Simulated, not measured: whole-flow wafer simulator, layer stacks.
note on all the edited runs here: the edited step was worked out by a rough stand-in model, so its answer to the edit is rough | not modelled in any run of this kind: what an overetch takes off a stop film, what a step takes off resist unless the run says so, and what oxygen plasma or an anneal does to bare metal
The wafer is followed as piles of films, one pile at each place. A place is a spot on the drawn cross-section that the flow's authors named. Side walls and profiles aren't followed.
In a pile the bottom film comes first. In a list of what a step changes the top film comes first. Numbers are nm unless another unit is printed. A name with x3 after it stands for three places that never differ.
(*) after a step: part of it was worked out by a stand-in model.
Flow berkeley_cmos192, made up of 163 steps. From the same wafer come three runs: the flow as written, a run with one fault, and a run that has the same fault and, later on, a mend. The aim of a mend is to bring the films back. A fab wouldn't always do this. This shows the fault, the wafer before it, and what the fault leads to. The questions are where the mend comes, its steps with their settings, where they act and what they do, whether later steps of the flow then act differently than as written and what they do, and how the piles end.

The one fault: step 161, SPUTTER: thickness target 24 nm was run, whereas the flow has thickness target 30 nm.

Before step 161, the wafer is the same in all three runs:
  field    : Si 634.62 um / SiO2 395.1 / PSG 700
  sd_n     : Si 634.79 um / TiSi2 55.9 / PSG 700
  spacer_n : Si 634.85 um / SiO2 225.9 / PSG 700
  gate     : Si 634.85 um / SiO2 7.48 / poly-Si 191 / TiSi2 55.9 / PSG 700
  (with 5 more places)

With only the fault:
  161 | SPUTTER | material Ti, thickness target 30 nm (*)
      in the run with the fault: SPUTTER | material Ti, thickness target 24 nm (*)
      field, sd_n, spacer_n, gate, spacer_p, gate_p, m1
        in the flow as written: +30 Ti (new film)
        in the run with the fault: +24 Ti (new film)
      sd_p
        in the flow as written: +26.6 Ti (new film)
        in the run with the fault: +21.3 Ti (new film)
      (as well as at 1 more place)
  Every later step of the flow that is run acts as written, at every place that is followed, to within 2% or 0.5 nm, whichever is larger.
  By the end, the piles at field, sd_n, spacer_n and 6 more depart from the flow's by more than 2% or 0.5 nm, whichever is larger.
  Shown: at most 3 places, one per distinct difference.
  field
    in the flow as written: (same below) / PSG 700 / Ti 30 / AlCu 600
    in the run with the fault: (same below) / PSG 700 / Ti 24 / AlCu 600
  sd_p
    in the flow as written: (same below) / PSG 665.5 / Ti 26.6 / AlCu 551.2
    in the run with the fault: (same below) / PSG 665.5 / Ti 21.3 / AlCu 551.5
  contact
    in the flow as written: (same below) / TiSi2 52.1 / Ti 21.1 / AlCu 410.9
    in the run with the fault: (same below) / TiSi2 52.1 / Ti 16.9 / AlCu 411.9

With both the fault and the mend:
  The mend follows step 161.
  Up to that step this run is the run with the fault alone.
  161a | ETCH | chemistry piranha, etches Ti, 120 C, 41 s (a further turn of the flow's step 148, with different settings)
      field, sd_n, spacer_n, gate, spacer_p, gate_p, m1
        -24 Ti (all of it)
      sd_p
        -21.3 Ti (all of it)
      contact
        -16.9 Ti (all of it), -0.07 TiSi2
  161b | SPUTTER | material Ti, thickness target 30 nm (*) (a further turn of the flow's step 161)
      field, sd_n, spacer_n, gate, spacer_p, gate_p, m1
        +30 Ti (new film)
      sd_p
        +26.6 Ti (new film)
      contact
        +21.1 Ti (new film)
  Every later step of the flow that is run acts as written at every place that is followed.
  The piles end only slightly different from the flow's at the places that both follow, by no more than 2% or 0.5 nm, whichever is larger.
